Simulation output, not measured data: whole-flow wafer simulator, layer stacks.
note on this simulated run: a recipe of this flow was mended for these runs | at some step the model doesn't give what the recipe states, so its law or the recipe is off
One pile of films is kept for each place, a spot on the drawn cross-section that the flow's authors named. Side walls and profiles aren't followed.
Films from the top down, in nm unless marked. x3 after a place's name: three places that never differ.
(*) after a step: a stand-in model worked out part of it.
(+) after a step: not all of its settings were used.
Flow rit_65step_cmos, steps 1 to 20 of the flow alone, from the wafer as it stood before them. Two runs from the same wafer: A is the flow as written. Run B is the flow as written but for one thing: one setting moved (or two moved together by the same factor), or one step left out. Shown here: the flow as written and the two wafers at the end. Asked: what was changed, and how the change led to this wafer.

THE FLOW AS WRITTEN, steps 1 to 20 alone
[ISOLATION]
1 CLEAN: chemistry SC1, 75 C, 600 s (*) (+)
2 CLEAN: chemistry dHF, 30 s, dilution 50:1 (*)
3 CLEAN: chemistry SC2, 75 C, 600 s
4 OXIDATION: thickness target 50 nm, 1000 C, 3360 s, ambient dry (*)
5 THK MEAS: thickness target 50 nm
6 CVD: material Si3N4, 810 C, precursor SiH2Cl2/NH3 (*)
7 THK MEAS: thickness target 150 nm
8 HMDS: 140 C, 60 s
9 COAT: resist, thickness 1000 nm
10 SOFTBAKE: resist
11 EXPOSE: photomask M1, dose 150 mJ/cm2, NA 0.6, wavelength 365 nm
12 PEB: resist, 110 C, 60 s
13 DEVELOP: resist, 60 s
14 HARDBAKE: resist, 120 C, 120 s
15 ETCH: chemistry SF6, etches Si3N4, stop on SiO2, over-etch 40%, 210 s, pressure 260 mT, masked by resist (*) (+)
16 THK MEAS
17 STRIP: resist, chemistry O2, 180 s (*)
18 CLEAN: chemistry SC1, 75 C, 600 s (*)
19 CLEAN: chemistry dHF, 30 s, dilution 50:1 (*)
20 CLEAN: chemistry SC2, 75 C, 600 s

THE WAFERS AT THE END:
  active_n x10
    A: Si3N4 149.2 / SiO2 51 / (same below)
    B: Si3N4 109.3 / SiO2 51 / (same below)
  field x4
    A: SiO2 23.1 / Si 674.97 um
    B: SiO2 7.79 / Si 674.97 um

The cause: step 6, CVD: 787 C was run, where the flow has 810 C.

How the change led to this, step by step:
  6 CVD: material Si3N4, 810 C, precursor SiH2Cl2/NH3 (*)
      field x4, active_n x10: A Si3N4 +150 (new film) | B Si3N4 +110.1 (new film)
  15 ETCH: chemistry SF6, etches Si3N4, stop on SiO2, over-etch 40%, 210 s, pressure 260 mT, masked by resist (*) (+)
      field x4: A Si3N4 -150 (all of it), SiO2 -23.1 | B Si3N4 -110.1 (all of it), SiO2 -38.4
